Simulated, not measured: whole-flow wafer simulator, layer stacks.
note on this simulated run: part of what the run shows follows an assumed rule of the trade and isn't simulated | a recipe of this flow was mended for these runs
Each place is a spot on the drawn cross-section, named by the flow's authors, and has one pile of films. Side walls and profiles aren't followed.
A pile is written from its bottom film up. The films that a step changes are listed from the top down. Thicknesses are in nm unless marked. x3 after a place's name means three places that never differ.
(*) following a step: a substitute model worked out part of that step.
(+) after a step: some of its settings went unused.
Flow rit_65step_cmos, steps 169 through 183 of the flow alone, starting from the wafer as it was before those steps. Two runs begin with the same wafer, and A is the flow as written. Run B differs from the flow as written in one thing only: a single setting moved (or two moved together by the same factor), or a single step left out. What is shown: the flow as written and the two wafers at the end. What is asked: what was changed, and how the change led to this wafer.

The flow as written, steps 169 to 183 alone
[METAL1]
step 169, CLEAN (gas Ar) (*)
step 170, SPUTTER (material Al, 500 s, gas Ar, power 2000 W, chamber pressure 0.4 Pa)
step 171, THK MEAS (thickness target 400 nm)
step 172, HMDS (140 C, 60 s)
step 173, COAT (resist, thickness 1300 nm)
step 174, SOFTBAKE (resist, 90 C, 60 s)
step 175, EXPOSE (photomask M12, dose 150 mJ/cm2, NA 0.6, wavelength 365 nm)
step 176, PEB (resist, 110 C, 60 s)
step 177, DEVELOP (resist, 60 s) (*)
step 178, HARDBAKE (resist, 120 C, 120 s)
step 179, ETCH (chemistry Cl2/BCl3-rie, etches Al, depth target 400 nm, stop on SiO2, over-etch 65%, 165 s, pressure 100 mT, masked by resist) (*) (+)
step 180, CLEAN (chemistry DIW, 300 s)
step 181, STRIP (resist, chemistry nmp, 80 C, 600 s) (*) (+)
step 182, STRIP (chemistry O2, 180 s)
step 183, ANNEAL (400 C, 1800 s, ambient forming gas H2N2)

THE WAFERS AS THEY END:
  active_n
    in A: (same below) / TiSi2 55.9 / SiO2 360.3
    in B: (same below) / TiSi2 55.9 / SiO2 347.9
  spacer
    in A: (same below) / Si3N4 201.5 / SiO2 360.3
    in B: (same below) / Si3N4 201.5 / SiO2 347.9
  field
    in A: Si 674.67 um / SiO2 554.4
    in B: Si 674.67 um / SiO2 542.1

The reason: step 170, SPUTTER: power 1505 W was run, while the flow as written has power 2000 W.

The path from the change to this, step by step:
  step 170, SPUTTER (material Al, 500 s, gas Ar, power 2000 W, chamber pressure 0.4 Pa)
      field, field_pw, field_nw and 10 more: A Al gains 400 (new film) | B Al gains 301 (new film)
      contact: A Al gains 255.4 (new film) | B Al gains 196.2 (new film)
  step 173, COAT (resist, thickness 1300 nm)
      contact: A resist gains 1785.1 (new film) | B resist gains 1745.4 (new film)
  step 176, PEB (resist, 110 C, 60 s)
      contact: A resist loses 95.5 | B resist loses 93.3
  step 178, HARDBAKE (resist, 120 C, 120 s)
      contact: A resist loses 62.1 | B resist loses 60.6
  step 179, ETCH (chemistry Cl2/BCl3-rie, etches Al, depth target 400 nm, stop on SiO2, over-etch 65%, 165 s, pressure 100 mT, masked by resist) (*) (+)
      field, field_pw, field_nw and 9 more: A Al loses 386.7 (all of it), SiO2 loses 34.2 | B Al loses 287.7 (all of it), SiO2 loses 46.5
  step 181, STRIP (resist, chemistry nmp, 80 C, 600 s) (*) (+)
      contact: A resist loses 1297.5 (all of it) | B resist loses 1261.5 (all of it)
